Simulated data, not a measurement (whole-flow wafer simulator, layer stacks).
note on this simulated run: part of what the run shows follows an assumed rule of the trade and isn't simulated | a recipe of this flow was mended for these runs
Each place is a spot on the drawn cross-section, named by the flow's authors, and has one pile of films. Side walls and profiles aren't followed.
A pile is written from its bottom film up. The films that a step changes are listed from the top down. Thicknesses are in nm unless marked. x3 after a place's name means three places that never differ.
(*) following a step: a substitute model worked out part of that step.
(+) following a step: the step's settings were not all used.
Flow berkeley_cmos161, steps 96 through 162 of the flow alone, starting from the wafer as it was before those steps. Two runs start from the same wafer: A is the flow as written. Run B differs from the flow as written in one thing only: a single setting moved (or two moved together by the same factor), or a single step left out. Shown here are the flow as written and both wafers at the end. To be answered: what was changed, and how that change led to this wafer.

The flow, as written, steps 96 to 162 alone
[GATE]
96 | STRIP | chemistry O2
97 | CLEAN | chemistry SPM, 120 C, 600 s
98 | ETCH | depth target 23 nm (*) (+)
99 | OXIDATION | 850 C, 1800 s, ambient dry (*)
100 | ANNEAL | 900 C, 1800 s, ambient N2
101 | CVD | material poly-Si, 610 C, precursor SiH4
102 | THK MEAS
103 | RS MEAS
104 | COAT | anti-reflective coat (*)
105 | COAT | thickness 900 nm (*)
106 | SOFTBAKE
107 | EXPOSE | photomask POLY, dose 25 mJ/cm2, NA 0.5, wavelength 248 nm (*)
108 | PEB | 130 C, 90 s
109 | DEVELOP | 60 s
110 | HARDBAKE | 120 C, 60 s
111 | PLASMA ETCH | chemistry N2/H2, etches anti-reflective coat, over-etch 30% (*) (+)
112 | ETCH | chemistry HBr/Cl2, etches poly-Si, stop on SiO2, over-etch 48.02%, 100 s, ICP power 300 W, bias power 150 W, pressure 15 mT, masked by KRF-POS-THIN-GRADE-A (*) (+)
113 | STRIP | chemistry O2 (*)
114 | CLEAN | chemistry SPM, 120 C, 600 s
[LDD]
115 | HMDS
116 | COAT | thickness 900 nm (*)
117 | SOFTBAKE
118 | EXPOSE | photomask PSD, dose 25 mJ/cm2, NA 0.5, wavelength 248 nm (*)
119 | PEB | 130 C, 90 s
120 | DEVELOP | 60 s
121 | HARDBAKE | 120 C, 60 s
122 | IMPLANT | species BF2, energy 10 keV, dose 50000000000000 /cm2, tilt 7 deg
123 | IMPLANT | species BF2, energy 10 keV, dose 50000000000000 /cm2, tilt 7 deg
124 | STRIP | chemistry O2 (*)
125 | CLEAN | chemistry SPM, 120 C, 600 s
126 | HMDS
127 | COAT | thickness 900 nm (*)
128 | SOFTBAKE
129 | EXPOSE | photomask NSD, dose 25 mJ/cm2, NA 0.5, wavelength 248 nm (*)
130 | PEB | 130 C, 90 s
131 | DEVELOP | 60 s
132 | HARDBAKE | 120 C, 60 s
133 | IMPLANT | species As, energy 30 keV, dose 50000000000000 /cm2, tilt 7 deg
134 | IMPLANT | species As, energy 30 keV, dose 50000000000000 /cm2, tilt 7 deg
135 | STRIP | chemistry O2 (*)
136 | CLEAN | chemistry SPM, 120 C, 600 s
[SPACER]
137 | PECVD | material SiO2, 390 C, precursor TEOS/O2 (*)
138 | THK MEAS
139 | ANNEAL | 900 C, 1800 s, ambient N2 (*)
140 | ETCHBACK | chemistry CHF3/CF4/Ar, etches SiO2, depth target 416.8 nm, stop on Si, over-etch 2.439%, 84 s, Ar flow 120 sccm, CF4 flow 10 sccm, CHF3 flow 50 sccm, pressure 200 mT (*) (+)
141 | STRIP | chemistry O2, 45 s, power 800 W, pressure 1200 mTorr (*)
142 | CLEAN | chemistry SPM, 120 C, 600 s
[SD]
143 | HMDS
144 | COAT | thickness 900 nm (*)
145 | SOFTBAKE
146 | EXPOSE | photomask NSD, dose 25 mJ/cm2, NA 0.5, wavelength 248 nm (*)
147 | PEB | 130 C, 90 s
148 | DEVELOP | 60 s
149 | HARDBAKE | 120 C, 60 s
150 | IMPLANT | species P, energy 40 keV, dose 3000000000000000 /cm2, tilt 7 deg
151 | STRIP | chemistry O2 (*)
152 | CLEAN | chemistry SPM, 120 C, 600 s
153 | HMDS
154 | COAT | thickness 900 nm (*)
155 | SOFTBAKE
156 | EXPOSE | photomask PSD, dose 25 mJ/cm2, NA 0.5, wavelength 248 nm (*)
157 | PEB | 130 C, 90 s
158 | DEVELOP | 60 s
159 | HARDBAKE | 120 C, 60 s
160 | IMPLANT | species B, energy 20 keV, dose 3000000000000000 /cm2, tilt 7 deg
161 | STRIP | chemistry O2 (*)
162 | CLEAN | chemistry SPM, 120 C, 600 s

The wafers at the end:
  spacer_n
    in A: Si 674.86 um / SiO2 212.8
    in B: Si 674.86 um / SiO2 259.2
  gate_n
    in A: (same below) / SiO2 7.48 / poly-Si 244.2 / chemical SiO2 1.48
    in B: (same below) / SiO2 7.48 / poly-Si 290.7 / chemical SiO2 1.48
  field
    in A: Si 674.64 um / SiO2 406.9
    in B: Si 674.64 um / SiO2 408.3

Cause: step 101, CVD: 619 C was run, while the flow as written has 610 C.

Step by step, how the change led to this:
  101 | CVD | material poly-Si, 610 C, precursor SiH4
      field, sd_n, spacer_n and 6 more: A poly-Si gains 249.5 (new film) | B poly-Si gains 295.9 (new film)
  104 | COAT | anti-reflective coat (*)
      contact: A anti-reflective coat gains 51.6 (new film) | B anti-reflective coat gains 53.1 (new film)
  111 | PLASMA ETCH | chemistry N2/H2, etches anti-reflective coat, over-etch 30% (*) (+)
      contact: A anti-reflective coat loses 51.6 (all of it), poly-Si loses 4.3 | B anti-reflective coat loses 53.1 (all of it), poly-Si loses 4.36
  112 | ETCH | chemistry HBr/Cl2, etches poly-Si, stop on SiO2, over-etch 48.02%, 100 s, ICP power 300 W, bias power 150 W, pressure 15 mT, masked by KRF-POS-THIN-GRADE-A (*) (+)
      field: A poly-Si loses 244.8 (all of it), SiO2 loses 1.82 | B poly-Si loses 291.1 (all of it), SiO2 loses 0.47
      sd_n: A poly-Si loses 248.2 (all of it), SiO2 loses 1.56 | B poly-Si loses 294.6 (all of it), SiO2 loses 0.45
      (as well as at 5 more places)
  116 | COAT | thickness 900 nm (*)
      gate_n: A KrF-resist gains 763 (new film) | B KrF-resist gains 725.8 (new film)
      gate_p: A KrF-resist gains 758.8 (new film) | B KrF-resist gains 721.6 (new film)
  120 | DEVELOP | 60 s
      gate_p: A KrF-resist loses 757 (all of it) | B KrF-resist loses 720 (all of it)
  121 | HARDBAKE | 120 C, 60 s
      gate_n: A KrF-resist loses 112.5 | B KrF-resist loses 106.9
  124 | STRIP | chemistry O2 (*)
      gate_n: A KrF-resist loses 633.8 (all of it), chemical SiO2 gains 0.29, poly-Si loses 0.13 | B KrF-resist loses 602.3 (all of it), chemical SiO2 gains 0.29, poly-Si loses 0.13
  127 | COAT | thickness 900 nm (*)
      gate_n: A KrF-resist gains 762.9 (new film) | B KrF-resist gains 725.7 (new film)
      gate_p: A KrF-resist gains 758.5 (new film) | B KrF-resist gains 721.4 (new film)
  131 | DEVELOP | 60 s
      gate_n: A KrF-resist loses 761.2 (all of it) | B KrF-resist loses 724 (all of it)
  132 | HARDBAKE | 120 C, 60 s
      gate_p: A KrF-resist loses 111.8 | B KrF-resist loses 106.3
  135 | STRIP | chemistry O2 (*)
      gate_p: A KrF-resist loses 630 (all of it), chemical SiO2 gains 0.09, poly-Si loses 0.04 | B KrF-resist loses 598.5 (all of it), chemical SiO2 gains 0.09
  140 | ETCHBACK | chemistry CHF3/CF4/Ar, etches SiO2, depth target 416.8 nm, stop on Si, over-etch 2.439%, 84 s, Ar flow 120 sccm, CF4 flow 10 sccm, CHF3 flow 50 sccm, pressure 200 mT (*) (+)
      spacer_n, spacer_p: A SiO2 loses 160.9 | B SiO2 loses 115.8
  144 | COAT | thickness 900 nm (*)
      spacer_n: A KrF-resist gains 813 (new film) | B KrF-resist gains 779.8 (new film)
      gate_n: A KrF-resist gains 776.7 (new film) | B KrF-resist gains 744.5 (new film)
      (as well as at 2 more places)
  148 | DEVELOP | 60 s
      spacer_n: A KrF-resist loses 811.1 (all of it) | B KrF-resist loses 778 (all of it)
      gate_n: A KrF-resist loses 774.9 (all of it) | B KrF-resist loses 742.8 (all of it)
  149 | HARDBAKE | 120 C, 60 s
      spacer_p: A KrF-resist loses 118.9 | B KrF-resist loses 114
      gate_p: A KrF-resist loses 113.5 | B KrF-resist loses 108.7
  ... another 4 steps ...
  161 | STRIP | chemistry O2 (*)
      gate_n: A KrF-resist loses 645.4 (all of it), chemical SiO2 gains 0.08, poly-Si loses 0.04 | B KrF-resist loses 618 (all of it), chemical SiO2 gains 0.08
      spacer_n: A KrF-resist loses 676.4 (all of it) | B KrF-resist loses 648.1 (all of it)
